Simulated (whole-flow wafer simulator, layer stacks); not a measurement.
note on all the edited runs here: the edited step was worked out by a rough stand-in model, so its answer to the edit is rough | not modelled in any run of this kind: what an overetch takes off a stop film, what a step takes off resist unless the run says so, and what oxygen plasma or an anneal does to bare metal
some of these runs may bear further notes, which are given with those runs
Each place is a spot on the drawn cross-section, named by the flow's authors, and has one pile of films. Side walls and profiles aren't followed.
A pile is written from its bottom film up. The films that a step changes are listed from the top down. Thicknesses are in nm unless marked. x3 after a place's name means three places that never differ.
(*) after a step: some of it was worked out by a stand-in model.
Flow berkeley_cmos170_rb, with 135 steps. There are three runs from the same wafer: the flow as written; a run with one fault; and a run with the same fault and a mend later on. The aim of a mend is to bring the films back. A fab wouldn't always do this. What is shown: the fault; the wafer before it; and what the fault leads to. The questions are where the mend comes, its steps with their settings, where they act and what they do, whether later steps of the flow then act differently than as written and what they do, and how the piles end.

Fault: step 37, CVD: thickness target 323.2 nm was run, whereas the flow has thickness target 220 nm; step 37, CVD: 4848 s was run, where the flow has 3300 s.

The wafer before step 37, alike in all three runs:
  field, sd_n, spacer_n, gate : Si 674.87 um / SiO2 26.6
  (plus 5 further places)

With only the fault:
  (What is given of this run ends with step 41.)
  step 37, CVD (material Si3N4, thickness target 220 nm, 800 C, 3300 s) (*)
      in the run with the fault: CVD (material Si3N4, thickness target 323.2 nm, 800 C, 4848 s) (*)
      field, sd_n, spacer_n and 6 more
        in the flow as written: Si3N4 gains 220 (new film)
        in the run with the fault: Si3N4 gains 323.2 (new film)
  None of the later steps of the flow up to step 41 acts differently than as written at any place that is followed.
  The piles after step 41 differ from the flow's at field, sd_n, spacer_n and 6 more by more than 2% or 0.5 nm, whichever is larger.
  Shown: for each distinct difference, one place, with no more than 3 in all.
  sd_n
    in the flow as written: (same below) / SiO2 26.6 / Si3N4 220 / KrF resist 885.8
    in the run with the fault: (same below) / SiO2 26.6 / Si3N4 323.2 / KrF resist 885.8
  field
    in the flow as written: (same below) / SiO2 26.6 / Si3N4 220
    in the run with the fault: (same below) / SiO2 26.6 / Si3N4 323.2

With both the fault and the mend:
  The mend stands after step 37.
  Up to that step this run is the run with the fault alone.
  step 37a, ETCH (chemistry h3po4, depth target 103.2 nm) (a further turn of the flow's step 30, with different settings)
      field, sd_n, spacer_n and 6 more
        Si3N4 loses 103.2
  None of the later steps of the flow acts differently than as written at any place that is followed.
  The piles end the same as the flow's at every place that both follow.
